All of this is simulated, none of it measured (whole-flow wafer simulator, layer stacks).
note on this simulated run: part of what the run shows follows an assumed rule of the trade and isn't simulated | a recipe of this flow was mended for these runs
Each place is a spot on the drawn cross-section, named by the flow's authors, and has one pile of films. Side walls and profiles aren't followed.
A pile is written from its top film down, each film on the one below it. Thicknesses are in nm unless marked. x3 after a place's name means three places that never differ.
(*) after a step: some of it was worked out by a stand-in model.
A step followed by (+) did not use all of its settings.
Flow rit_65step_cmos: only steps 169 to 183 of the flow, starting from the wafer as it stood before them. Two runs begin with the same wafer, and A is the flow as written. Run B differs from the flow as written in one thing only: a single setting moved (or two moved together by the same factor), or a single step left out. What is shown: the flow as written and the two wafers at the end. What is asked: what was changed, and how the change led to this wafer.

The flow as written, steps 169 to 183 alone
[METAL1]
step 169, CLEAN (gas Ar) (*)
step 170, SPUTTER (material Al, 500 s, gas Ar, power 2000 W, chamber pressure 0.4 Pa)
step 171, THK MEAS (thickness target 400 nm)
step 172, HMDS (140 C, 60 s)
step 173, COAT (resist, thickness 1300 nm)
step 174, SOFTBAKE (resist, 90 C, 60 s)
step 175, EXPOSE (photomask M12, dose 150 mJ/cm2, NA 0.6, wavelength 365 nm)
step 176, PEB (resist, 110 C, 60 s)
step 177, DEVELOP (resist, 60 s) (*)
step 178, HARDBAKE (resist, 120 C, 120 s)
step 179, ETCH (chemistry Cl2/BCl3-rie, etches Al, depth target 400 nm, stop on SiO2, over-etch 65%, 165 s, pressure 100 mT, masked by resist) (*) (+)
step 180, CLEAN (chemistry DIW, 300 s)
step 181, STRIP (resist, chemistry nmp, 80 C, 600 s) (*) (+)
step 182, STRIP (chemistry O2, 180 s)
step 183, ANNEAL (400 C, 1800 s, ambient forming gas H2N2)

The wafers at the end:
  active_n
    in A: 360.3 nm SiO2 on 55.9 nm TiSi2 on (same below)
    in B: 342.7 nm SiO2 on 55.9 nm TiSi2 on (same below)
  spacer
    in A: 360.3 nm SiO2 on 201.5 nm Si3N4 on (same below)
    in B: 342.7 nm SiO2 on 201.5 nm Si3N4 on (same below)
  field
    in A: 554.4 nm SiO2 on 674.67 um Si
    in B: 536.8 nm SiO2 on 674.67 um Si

What caused this: step 170, SPUTTER: power 1295 W was run, though the flow has power 2000 W.

The path from the change to this, step by step:
  step 170, SPUTTER (material Al, 500 s, gas Ar, power 2000 W, chamber pressure 0.4 Pa)
      field, field_pw, field_nw and 10 more: A Al gains 400 (new film) | B Al gains 259 (new film)
      contact: A Al gains 255.4 (new film) | B Al gains 170.1 (new film)
  step 173, COAT (resist, thickness 1300 nm)
      contact: A resist gains 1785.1 (new film) | B resist gains 1728.2 (new film)
  step 176, PEB (resist, 110 C, 60 s)
      contact: A resist loses 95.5 | B resist loses 92.3
  step 178, HARDBAKE (resist, 120 C, 120 s)
      contact: A resist loses 62.1 | B resist loses 59.9
  step 179, ETCH (chemistry Cl2/BCl3-rie, etches Al, depth target 400 nm, stop on SiO2, over-etch 65%, 165 s, pressure 100 mT, masked by resist) (*) (+)
      field, field_pw, field_nw and 9 more: A Al loses 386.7 (all of it), SiO2 loses 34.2 | B Al loses 245.7 (all of it), SiO2 loses 51.8
  step 181, STRIP (resist, chemistry nmp, 80 C, 600 s) (*) (+)
      contact: A resist loses 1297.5 (all of it) | B resist loses 1246 (all of it)
